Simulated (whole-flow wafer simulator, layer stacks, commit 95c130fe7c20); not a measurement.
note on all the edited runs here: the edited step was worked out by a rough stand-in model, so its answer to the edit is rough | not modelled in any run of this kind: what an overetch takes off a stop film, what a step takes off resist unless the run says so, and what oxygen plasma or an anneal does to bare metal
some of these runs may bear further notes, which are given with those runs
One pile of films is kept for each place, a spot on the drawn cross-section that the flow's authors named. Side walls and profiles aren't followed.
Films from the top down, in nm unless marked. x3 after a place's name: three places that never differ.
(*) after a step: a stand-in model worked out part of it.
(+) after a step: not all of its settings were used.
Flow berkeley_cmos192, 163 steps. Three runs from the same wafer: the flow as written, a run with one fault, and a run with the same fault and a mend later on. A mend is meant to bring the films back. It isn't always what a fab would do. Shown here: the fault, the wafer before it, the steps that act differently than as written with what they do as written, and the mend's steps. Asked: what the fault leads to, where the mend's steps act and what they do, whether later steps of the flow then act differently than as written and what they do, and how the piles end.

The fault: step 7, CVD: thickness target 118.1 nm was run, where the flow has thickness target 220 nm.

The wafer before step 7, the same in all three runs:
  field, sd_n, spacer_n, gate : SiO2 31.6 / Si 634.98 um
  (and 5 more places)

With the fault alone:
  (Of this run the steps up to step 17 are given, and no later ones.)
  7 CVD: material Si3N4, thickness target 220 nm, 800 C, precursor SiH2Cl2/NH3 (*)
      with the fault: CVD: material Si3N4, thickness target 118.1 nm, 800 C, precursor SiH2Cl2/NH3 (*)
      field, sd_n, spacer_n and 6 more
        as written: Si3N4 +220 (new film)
        with the fault: Si3N4 +118.1 (new film)
  Later steps of the flow that act differently than as written:
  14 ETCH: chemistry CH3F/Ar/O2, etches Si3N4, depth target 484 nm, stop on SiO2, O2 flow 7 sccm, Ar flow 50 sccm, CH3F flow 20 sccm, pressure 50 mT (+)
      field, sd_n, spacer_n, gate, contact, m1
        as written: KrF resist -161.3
        with the fault: KrF resist -93.4
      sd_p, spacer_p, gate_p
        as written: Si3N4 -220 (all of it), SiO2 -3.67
        with the fault: Si3N4 -118.1 (all of it), SiO2 -3.67
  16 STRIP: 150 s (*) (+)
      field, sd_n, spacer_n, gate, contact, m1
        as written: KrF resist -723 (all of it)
        with the fault: KrF resist -791 (all of it)
  After step 17 the piles differ from the flow's by more than 2% or 0.5 nm, whichever is larger, at field, sd_n, spacer_n, gate, contact, m1.
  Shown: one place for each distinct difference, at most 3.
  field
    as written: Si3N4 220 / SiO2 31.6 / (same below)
    with the fault: Si3N4 118.1 / SiO2 31.6 / (same below)

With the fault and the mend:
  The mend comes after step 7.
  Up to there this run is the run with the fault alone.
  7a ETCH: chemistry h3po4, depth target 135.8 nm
      field, sd_n, spacer_n and 6 more
        Si3N4 -118.1 (all of it)
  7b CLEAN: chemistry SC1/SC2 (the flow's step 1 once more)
      changes no film at any place that is followed
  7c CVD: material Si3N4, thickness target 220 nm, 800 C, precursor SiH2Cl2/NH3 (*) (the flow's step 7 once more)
      field, sd_n, spacer_n and 6 more
        Si3N4 +220 (new film)
  No later step of the flow acts differently than as written at any place that is followed.
  At the end the piles are the same as the flow's at every place that both follow.
